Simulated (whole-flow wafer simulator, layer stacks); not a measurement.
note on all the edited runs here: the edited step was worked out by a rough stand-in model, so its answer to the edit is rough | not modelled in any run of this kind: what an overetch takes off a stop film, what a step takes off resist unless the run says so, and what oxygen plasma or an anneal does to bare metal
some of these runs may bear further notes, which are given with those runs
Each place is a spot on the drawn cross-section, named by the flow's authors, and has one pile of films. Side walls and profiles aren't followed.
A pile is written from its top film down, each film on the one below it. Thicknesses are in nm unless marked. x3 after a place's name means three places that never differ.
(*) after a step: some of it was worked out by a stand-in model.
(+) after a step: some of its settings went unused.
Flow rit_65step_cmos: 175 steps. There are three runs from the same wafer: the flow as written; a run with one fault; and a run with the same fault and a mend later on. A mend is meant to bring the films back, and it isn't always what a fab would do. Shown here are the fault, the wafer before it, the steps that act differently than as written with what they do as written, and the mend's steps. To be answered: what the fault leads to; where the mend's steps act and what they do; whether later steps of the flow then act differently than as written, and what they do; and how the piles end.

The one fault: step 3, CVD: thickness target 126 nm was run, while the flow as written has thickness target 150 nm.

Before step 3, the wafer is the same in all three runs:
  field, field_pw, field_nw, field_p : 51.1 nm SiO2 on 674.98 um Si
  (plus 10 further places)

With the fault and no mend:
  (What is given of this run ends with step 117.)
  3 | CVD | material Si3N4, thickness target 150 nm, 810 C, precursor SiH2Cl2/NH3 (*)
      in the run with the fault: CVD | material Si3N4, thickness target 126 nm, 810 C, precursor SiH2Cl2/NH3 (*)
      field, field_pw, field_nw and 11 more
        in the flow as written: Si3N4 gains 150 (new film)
        in the run with the fault: Si3N4 gains 126 (new film)
  Steps further on in the flow that do not act as written (36 more steps, not shown, differ only slightly: by at most 2% or 0.5 nm, whichever is larger):
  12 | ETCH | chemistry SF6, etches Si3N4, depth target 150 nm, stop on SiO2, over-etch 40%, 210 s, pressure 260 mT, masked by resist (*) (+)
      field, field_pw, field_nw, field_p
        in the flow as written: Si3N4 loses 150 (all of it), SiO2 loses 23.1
        in the run with the fault: Si3N4 loses 126 (all of it), SiO2 loses 32.3
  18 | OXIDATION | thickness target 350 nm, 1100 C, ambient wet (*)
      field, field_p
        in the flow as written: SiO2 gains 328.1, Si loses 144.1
        in the run with the fault: SiO2 gains 335.3, Si loses 147.3
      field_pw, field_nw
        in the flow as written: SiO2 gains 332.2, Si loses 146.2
        in the run with the fault: SiO2 gains 339.2, Si loses 149.2
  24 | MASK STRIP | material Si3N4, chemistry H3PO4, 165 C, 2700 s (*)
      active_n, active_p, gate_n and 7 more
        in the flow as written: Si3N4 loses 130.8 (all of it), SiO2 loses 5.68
        in the run with the fault: Si3N4 loses 106.8 (all of it), SiO2 loses 6.6
  Once step 117 is done, the piles differ only a little from the flow's at the places that both follow, at most by 2% or 0.5 nm, whichever is larger.

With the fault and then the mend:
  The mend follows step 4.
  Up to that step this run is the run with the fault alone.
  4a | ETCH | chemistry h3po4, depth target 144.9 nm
      field, field_pw, field_nw and 11 more
        Si3N4 loses 126 (all of it)
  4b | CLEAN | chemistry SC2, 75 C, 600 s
      alters no film at any place that is followed
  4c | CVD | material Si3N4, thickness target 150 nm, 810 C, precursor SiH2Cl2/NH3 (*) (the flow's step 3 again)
      field, field_pw, field_nw and 11 more
        Si3N4 gains 150 (new film)
  Later steps of the flow that are run all act as written at every place that is followed.
  By the end, the piles equal the flow's at every place that both follow.
